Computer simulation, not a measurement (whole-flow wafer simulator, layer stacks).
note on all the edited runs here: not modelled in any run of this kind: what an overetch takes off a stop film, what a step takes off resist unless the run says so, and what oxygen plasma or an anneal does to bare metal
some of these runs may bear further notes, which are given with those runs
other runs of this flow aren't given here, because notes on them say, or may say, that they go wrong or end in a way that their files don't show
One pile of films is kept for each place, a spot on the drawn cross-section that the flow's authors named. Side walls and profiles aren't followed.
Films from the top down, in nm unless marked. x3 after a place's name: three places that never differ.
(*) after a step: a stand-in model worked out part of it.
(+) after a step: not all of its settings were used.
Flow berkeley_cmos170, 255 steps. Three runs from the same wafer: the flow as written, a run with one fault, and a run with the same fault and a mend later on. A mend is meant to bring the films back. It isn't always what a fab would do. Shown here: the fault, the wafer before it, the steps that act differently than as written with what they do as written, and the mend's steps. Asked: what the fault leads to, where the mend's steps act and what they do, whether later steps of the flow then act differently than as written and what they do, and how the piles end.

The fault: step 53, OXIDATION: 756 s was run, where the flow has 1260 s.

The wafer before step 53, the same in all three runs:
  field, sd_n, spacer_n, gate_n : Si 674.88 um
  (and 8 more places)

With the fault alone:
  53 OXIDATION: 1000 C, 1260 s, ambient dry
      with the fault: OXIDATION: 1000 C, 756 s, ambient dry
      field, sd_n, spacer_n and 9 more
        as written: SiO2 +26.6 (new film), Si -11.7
        with the fault: SiO2 +20.2 (new film), Si -8.91
  Later steps of the flow that act differently than as written (46 more steps differ only slightly, by at most 2% or 0.5 nm, whichever is larger, and aren't shown):
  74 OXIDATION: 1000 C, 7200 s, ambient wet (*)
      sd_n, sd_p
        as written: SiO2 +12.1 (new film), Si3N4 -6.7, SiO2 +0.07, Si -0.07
        with the fault: SiO2 +12.1 (new film), Si3N4 -6.7
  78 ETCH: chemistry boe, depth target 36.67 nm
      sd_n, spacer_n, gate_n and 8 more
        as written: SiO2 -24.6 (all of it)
        with the fault: SiO2 -18.3 (all of it)
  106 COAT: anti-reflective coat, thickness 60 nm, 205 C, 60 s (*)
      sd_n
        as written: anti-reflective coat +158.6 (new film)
        with the fault: anti-reflective coat +155.1 (new film)
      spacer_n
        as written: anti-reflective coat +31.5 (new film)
        with the fault: anti-reflective coat +32.8 (new film)
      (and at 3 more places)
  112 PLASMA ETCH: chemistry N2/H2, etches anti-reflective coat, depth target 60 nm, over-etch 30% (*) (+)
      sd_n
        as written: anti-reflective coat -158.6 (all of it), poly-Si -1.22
        with the fault: anti-reflective coat -155.1 (all of it), poly-Si -1.19
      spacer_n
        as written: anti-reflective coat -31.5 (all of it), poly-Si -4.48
        with the fault: anti-reflective coat -32.8 (all of it), poly-Si -4.33
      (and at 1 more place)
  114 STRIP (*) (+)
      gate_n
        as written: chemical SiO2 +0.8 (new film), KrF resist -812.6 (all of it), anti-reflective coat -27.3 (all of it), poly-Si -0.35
        with the fault: chemical SiO2 +0.8 (new film), KrF resist -809.5 (all of it), anti-reflective coat -28.2 (all of it), poly-Si -0.35
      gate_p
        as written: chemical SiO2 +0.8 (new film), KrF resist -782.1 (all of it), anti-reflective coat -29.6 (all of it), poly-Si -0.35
        with the fault: chemical SiO2 +0.8 (new film), KrF resist -780.3 (all of it), anti-reflective coat -30.3 (all of it), poly-Si -0.35
  At the end the piles differ from the flow's only slightly at the places that both follow, by at most 2% or 0.5 nm, whichever is larger.

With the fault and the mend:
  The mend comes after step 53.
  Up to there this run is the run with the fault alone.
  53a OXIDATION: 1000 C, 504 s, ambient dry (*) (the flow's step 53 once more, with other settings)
      field, sd_n, spacer_n and 9 more
        SiO2 +6.3, Si -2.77
  No later step of the flow acts differently than as written at any place that is followed.
  At the end the piles are the same as the flow's at every place that both follow.
